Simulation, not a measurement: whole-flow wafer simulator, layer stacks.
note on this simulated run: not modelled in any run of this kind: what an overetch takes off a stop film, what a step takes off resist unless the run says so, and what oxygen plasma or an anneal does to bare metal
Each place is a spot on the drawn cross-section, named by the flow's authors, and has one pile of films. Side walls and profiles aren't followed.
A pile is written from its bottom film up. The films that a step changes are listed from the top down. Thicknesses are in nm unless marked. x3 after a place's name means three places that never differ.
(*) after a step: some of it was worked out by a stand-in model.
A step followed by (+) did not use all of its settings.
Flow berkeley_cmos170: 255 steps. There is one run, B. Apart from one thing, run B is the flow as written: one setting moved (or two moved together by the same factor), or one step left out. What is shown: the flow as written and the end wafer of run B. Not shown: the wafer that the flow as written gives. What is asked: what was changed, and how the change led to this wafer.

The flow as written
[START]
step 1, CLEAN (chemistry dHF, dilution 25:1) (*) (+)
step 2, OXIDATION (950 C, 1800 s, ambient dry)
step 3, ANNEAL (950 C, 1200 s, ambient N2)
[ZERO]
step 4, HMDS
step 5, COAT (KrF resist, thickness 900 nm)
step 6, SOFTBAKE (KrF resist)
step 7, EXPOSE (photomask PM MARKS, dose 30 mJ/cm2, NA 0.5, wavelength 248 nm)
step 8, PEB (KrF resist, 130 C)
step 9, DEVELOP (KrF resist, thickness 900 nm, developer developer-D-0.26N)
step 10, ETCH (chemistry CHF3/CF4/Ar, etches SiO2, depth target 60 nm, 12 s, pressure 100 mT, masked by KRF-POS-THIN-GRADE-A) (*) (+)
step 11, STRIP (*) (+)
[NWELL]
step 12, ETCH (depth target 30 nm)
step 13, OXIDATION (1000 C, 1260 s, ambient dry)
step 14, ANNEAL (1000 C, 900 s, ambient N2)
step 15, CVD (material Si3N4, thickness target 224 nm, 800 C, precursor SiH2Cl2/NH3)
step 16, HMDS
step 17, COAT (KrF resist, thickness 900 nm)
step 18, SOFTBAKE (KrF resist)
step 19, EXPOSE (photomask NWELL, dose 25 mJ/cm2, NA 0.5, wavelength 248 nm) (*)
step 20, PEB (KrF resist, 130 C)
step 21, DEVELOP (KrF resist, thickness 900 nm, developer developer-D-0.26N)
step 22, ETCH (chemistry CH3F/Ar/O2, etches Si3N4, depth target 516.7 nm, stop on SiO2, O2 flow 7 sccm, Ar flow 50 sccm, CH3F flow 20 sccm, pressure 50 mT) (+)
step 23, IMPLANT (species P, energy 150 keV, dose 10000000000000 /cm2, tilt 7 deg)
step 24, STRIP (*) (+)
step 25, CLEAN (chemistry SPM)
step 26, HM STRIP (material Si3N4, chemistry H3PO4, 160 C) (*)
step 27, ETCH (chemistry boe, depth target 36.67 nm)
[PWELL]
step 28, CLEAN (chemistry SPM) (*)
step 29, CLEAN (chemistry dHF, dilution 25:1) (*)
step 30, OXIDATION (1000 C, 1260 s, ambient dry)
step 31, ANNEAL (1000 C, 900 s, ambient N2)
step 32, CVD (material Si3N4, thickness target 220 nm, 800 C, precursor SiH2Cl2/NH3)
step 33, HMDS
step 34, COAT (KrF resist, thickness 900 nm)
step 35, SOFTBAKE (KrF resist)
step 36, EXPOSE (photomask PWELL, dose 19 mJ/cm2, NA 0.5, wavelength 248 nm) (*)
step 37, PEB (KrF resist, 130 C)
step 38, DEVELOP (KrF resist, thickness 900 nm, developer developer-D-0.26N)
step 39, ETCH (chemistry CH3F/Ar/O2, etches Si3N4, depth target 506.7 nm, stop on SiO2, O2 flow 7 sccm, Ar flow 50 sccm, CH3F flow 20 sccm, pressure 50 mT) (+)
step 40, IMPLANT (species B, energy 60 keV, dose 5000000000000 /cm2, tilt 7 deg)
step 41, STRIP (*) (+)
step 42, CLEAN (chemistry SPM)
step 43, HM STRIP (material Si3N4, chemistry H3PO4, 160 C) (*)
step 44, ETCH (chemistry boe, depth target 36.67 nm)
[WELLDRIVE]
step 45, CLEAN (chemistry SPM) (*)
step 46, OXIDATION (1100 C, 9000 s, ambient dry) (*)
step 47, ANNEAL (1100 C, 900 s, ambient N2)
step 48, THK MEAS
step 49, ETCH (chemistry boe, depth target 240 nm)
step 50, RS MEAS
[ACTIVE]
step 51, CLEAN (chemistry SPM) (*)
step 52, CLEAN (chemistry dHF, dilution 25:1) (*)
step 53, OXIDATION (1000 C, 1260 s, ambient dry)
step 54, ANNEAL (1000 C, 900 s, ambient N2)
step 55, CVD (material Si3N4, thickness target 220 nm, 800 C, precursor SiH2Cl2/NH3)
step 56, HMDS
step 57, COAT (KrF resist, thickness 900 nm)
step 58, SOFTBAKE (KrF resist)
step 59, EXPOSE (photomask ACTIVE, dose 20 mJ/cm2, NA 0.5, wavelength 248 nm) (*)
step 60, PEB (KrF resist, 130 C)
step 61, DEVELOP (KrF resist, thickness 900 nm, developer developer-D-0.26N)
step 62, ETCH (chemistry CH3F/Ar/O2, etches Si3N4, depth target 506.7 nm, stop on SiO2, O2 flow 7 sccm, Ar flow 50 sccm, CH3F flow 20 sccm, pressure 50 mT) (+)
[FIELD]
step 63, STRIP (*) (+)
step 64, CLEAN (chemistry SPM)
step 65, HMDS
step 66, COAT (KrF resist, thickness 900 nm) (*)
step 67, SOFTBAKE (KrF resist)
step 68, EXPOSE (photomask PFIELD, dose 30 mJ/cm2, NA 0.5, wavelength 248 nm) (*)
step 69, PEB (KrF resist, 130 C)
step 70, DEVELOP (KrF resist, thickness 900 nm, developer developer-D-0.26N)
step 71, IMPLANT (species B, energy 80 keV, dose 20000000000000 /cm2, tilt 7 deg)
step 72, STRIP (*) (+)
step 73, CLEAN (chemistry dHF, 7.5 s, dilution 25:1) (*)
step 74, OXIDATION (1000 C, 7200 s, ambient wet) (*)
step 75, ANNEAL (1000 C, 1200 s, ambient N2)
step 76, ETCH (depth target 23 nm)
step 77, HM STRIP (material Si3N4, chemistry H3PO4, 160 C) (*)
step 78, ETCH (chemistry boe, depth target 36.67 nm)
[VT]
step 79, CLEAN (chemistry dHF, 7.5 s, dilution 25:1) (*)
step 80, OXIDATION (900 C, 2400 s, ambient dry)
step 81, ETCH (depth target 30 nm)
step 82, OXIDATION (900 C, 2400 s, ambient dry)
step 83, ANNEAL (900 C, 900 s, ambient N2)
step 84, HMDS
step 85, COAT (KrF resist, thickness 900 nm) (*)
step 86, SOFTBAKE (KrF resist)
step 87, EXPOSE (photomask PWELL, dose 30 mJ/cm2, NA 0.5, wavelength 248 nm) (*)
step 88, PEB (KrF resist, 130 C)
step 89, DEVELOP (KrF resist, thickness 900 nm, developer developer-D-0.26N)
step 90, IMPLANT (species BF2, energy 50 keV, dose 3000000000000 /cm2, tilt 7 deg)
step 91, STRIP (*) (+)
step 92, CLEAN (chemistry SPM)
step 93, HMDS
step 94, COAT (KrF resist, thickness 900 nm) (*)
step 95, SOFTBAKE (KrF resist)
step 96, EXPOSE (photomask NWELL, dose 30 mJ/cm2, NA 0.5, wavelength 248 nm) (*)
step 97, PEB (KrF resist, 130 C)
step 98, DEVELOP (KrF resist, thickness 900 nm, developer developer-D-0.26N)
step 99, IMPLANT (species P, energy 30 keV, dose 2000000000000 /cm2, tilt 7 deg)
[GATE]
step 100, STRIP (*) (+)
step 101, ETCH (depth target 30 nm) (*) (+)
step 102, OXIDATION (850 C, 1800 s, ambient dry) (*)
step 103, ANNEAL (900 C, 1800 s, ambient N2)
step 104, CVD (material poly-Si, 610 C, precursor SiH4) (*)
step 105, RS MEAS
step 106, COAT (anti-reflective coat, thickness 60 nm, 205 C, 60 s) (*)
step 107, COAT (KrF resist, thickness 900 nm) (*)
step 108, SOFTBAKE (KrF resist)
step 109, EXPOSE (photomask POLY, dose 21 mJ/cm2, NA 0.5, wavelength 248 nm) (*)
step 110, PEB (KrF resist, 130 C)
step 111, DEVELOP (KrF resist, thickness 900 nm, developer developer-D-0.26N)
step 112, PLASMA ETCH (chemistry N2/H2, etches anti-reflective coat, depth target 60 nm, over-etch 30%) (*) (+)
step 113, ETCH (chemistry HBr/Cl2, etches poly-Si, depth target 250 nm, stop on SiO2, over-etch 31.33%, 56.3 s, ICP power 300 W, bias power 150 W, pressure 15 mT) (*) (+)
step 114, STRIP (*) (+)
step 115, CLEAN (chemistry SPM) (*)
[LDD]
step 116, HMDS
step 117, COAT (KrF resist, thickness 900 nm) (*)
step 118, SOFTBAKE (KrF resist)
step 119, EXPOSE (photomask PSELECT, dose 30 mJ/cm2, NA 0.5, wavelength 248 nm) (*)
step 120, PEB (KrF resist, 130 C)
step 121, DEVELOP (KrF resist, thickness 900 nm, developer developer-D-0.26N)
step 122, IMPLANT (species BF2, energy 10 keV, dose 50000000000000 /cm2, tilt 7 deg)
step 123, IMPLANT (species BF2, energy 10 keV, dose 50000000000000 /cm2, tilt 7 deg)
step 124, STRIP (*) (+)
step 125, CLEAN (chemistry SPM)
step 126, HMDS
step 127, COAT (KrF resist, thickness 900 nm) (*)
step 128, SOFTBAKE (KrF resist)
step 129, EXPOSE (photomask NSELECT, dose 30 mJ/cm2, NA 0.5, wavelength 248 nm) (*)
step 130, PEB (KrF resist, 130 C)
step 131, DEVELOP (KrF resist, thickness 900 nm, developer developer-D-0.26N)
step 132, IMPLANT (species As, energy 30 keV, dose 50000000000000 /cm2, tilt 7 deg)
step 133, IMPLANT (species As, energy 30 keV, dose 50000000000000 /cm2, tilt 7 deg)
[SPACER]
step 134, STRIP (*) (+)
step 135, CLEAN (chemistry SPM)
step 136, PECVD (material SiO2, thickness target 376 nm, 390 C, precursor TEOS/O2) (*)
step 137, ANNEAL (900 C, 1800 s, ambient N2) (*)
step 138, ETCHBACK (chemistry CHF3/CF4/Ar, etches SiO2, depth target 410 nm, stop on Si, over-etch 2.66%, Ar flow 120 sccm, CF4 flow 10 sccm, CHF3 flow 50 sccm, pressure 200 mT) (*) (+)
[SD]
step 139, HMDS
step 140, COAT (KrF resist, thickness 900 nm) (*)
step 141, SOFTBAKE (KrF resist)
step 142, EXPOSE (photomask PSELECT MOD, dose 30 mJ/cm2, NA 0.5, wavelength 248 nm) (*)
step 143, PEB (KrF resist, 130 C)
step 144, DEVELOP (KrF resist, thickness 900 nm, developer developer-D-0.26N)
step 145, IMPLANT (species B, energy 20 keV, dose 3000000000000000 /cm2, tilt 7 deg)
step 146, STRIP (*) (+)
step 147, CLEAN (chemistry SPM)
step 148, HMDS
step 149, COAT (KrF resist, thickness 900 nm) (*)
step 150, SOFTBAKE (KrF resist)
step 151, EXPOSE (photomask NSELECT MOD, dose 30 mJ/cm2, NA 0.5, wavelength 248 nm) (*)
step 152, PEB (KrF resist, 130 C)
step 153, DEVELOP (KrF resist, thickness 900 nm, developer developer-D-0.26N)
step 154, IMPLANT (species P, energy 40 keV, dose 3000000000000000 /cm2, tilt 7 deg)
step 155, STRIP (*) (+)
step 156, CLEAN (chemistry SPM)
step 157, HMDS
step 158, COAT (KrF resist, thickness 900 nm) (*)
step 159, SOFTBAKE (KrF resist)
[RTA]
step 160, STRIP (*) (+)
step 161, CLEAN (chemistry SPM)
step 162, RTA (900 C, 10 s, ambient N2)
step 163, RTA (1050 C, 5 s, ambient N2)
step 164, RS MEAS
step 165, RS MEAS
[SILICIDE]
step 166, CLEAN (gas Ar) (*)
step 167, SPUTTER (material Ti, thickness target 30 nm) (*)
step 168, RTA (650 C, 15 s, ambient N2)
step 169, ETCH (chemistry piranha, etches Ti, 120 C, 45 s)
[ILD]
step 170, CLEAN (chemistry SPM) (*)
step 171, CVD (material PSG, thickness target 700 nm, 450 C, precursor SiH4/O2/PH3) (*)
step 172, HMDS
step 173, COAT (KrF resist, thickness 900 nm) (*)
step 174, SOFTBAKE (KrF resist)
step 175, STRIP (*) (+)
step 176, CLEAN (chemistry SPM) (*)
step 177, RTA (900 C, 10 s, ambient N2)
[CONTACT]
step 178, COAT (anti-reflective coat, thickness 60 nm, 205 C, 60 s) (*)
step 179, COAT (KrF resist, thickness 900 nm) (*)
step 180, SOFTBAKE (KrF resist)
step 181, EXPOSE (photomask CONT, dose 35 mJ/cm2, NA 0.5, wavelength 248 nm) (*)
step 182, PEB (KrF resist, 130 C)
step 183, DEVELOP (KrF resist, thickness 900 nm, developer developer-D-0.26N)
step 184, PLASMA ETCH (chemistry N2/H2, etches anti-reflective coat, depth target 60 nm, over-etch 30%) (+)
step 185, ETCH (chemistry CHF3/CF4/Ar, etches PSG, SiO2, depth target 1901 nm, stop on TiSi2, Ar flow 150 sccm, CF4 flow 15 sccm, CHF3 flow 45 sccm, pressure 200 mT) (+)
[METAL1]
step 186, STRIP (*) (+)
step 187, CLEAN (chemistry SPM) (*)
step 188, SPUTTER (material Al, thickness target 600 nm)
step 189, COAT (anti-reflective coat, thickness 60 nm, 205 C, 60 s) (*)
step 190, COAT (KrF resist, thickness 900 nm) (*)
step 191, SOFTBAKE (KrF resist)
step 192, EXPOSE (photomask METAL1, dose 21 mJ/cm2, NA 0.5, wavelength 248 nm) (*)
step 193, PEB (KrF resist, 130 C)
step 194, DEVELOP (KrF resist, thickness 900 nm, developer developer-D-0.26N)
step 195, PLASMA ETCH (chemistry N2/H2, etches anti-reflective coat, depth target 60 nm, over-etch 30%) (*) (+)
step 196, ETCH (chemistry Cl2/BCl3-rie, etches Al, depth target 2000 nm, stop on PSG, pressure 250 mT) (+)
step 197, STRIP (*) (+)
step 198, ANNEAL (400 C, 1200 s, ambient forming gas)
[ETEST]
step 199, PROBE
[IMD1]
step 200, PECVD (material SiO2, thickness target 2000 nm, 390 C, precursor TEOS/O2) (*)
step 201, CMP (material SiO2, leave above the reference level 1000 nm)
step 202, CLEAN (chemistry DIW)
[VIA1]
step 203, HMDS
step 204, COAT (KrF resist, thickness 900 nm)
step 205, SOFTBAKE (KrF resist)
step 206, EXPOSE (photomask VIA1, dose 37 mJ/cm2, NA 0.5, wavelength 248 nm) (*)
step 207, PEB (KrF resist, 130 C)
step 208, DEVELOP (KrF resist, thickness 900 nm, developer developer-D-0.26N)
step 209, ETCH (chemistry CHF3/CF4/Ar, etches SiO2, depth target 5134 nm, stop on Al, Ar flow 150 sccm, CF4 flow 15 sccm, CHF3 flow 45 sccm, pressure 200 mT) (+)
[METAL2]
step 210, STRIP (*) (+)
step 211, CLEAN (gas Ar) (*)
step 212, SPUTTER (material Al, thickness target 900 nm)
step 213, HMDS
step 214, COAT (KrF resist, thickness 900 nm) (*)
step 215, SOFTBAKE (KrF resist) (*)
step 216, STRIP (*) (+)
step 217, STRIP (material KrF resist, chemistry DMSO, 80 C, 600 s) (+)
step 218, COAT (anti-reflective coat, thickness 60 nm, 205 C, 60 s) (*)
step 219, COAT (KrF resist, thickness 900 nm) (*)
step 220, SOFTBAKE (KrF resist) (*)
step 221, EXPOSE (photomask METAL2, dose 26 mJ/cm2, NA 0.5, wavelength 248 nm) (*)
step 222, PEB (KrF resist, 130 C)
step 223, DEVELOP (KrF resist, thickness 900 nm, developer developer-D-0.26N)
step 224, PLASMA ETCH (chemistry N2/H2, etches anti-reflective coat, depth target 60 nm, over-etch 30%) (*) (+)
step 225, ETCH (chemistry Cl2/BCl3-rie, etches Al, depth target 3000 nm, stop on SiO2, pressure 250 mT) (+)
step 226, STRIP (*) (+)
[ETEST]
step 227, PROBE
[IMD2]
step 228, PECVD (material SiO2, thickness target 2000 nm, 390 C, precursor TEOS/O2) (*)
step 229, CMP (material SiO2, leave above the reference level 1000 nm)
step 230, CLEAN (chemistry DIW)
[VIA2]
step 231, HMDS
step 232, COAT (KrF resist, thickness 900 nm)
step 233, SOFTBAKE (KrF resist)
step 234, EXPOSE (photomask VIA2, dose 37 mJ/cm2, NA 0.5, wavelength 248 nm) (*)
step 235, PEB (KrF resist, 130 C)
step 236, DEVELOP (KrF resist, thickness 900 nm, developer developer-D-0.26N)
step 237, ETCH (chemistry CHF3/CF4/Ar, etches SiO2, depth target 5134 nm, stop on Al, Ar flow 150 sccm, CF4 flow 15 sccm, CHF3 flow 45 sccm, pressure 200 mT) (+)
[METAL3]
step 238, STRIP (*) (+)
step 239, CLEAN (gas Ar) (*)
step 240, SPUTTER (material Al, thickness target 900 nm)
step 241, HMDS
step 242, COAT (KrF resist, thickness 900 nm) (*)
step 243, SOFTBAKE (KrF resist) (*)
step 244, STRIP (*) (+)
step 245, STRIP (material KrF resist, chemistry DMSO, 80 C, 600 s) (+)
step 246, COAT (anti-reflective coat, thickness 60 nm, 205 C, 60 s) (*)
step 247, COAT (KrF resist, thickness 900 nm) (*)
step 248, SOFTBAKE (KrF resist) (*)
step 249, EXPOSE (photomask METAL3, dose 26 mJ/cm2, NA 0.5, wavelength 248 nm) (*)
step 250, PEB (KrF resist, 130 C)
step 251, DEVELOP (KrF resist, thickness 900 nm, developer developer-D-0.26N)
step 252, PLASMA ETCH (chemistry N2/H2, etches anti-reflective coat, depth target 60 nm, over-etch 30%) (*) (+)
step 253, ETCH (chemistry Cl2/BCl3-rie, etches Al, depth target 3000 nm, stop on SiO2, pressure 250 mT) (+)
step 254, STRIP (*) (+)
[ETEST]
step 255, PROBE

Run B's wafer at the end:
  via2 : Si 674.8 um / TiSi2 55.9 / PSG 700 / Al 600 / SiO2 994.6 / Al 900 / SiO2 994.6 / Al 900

The reason: step 237, ETCH: chemistry CHF3/CF4/Ar, etches SiO2, depth target 5134 nm, stop on Al, Ar flow 150 sccm, CF4 flow 15 sccm, CHF3 flow 45 sccm, pressure 200 mT (+), was skipped.

Step by step, how the change led to this:
  step 238, STRIP (*) (+)
      field, sd_n, spacer_n and 8 more: -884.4 KrF resist (all of it) (as written it would have been: -608.9 KrF resist (all of it))
  step 239, CLEAN (gas Ar) (*)
      via2: -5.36 SiO2 (as written it would have been: -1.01 Al)
  step 240, SPUTTER (material Al, thickness target 900 nm)
      via2: +900 Al (new film) (as written it would have been: +260 Al)
  step 242, COAT (KrF resist, thickness 900 nm) (*)
      m1: +900 KrF resist (new film) (as written it would have been: +862.3 KrF resist (new film))
      m2: +900 KrF resist (new film) (as written it would have been: +821.5 KrF resist (new film))
      (also at 1 further place)
  step 244, STRIP (*) (+)
      m1: -900 KrF resist (all of it) (as written it would have been: -862.3 KrF resist (all of it))
      m2: -900 KrF resist (all of it) (as written it would have been: -821.5 KrF resist (all of it))
      (also at 1 further place)
  step 246, COAT (anti-reflective coat, thickness 60 nm, 205 C, 60 s) (*)
      m1: +60 anti-reflective coat (new film) (as written it would have been: +41 anti-reflective coat (new film))
      m2: +60 anti-reflective coat (new film) (as written it would have been: +16.7 anti-reflective coat (new film))
      (also at 1 further place)
  step 247, COAT (KrF resist, thickness 900 nm) (*)
      via2: +900 KrF resist (new film) (as written it would have been: +1869.1 KrF resist (new film))
  step 250, PEB (KrF resist, 130 C)
      via2: -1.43 KrF resist (as written it would have been: -3.46 KrF resist)
  step 254, STRIP (*) (+)
      contact: -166 KrF resist (all of it), -60 anti-reflective coat (all of it) (as written it would have been: -161.3 KrF resist (all of it), -61.1 anti-reflective coat (all of it))
      m1: -166 KrF resist (all of it), -60 anti-reflective coat (all of it) (as written it would have been: -158.8 KrF resist (all of it), -41 anti-reflective coat (all of it))
      (also at 3 further places)
If metal films that touch count as one body, via2 has 3 bodies (between them, from the top down: SiO2 994.6; SiO2 994.6); the flow as written gives 2 bodies (between them, from the top down: SiO2 994.6).
